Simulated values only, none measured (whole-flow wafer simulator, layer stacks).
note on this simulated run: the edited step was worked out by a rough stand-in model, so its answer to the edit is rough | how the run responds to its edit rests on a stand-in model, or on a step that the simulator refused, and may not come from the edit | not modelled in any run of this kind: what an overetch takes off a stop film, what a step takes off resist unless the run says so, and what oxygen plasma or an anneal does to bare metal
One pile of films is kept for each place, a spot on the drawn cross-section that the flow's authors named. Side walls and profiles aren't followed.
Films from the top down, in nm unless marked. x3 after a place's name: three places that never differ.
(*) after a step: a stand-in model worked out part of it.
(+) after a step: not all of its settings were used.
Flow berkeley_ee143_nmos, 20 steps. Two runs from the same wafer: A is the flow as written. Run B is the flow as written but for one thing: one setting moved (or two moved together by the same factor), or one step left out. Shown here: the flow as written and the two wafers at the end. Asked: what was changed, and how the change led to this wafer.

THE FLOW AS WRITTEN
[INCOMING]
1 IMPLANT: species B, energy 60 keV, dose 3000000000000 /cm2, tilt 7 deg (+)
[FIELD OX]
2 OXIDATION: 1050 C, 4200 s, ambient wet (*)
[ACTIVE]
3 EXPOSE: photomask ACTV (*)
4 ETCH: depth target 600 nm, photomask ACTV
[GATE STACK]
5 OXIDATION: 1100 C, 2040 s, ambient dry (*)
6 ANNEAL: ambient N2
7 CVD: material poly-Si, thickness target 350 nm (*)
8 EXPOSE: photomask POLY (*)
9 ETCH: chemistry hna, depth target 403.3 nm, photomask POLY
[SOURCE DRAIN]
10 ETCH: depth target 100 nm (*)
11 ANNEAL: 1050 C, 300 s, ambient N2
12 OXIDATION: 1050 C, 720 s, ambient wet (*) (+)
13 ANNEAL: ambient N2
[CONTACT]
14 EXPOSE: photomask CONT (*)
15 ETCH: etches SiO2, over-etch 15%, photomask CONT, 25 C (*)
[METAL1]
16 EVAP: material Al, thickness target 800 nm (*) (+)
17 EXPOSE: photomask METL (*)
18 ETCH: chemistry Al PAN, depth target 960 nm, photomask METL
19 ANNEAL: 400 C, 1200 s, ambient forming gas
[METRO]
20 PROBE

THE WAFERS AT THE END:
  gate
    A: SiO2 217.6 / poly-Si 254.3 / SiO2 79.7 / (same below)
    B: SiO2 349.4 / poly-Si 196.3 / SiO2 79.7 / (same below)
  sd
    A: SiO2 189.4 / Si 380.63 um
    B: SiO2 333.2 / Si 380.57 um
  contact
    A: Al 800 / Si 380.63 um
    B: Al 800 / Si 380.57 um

The cause: step 12, OXIDATION: 1155 C was run, where the flow has 1050 C.

How the change led to this, step by step:
  12 OXIDATION: 1050 C, 720 s, ambient wet (*) (+)
      sd, contact: A SiO2 +189.4 (new film), Si -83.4 | B SiO2 +333.2 (new film), Si -146.6
      gate: A SiO2 +217.6 (new film), poly-Si -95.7 | B SiO2 +349.4 (new film), poly-Si -153.7
      (and at 1 more place)
  15 ETCH: etches SiO2, over-etch 15%, photomask CONT, 25 C (*)
      contact: A SiO2 -189.4 (all of it) | B SiO2 -333.2 (all of it)
